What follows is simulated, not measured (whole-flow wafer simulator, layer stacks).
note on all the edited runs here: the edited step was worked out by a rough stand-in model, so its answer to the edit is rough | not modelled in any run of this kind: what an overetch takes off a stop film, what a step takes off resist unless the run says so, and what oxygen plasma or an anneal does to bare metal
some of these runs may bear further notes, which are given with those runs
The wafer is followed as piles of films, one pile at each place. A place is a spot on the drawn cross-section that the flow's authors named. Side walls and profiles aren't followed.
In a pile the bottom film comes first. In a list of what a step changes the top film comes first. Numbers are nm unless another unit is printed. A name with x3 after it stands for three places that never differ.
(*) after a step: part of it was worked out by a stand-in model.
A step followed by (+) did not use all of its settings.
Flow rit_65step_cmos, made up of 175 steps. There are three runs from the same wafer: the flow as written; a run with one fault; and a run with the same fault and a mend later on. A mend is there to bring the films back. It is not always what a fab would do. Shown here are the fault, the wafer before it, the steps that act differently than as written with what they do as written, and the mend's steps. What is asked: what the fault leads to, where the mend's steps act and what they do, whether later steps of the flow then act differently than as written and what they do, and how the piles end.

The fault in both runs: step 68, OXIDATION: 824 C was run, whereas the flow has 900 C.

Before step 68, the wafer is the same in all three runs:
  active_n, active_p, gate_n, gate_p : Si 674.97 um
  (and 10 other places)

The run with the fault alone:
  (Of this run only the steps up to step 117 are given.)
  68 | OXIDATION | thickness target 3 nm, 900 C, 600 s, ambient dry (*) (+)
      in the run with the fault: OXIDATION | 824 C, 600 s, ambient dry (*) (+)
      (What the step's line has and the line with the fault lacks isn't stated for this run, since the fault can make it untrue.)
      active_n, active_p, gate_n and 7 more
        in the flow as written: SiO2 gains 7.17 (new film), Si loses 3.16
        in the run with the fault: SiO2 gains 3 (new film), Si loses 1.32
  Steps further on in the flow that do not act as written (not shown: 14 more steps that differ only slightly, by at most 2% or 0.5 nm, whichever is larger):
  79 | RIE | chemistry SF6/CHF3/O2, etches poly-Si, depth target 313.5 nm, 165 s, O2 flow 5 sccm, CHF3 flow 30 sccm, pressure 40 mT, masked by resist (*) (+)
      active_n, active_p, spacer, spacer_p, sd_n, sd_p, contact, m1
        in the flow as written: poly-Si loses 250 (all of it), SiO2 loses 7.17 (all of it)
        in the run with the fault: poly-Si loses 250 (all of it), SiO2 loses 3 (all of it)
  The piles after step 117 differ from the flow's at gate_n, gate_p by more than 2% or 0.5 nm, whichever is larger.
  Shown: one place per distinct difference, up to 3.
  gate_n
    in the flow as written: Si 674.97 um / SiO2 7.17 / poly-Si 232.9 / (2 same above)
    in the run with the fault: Si 674.97 um / SiO2 3 / poly-Si 232.9 / (2 same above)

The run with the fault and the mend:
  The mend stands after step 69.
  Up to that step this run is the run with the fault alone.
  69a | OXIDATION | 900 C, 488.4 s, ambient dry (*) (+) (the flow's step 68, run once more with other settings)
      active_n, active_p, gate_n and 7 more
        SiO2 gains 4, Si loses 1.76
  Every later step of the flow that is run acts as written, at every place that is followed, to within 2% or 0.5 nm, whichever is larger.
  When the end is reached, the piles differ only a little from the flow's at the places that both follow, at most by 2% or 0.5 nm, whichever is larger.
